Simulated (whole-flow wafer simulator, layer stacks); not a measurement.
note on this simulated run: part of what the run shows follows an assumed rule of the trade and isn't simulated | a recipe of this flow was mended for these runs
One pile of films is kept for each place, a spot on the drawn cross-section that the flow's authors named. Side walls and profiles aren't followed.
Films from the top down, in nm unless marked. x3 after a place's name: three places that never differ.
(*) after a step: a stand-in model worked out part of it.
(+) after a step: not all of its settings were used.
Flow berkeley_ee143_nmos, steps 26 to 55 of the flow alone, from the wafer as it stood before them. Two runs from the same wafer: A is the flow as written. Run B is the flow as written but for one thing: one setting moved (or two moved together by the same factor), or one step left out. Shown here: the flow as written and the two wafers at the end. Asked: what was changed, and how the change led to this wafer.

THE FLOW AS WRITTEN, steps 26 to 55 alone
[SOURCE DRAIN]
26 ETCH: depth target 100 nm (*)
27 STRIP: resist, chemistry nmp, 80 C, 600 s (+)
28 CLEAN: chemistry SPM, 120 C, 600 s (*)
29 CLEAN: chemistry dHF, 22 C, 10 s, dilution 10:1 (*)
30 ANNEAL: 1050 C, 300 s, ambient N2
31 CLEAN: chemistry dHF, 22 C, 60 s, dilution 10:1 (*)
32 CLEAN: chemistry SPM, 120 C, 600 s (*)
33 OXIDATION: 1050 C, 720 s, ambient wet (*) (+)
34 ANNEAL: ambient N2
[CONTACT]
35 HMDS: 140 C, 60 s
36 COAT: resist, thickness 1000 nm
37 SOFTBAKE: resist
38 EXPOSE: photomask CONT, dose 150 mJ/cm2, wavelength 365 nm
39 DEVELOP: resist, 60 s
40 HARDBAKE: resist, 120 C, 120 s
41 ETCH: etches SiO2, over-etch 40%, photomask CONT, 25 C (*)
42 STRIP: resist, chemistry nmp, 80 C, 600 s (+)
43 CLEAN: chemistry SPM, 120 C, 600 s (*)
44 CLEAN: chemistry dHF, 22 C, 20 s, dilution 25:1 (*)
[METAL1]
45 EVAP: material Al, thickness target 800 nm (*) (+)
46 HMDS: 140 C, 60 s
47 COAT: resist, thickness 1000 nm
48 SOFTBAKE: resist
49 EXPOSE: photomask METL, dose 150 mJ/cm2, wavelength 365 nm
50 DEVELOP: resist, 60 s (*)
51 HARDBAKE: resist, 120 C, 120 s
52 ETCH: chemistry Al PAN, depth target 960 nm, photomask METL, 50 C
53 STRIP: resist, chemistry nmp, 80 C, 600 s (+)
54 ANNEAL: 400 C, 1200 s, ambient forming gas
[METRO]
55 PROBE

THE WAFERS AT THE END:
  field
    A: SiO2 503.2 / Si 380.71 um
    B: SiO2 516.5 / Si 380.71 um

The cause: step 26, ETCH: depth target 85 nm was run, where the flow has depth target 100 nm.

How the change led to this, step by step:
  26 ETCH: depth target 100 nm (*)
      field: A SiO2 -100 | B SiO2 -85
  33 OXIDATION: 1050 C, 720 s, ambient wet (*) (+)
      field: A SiO2 +73.9, Si -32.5 | B SiO2 +72.2, Si -31.8
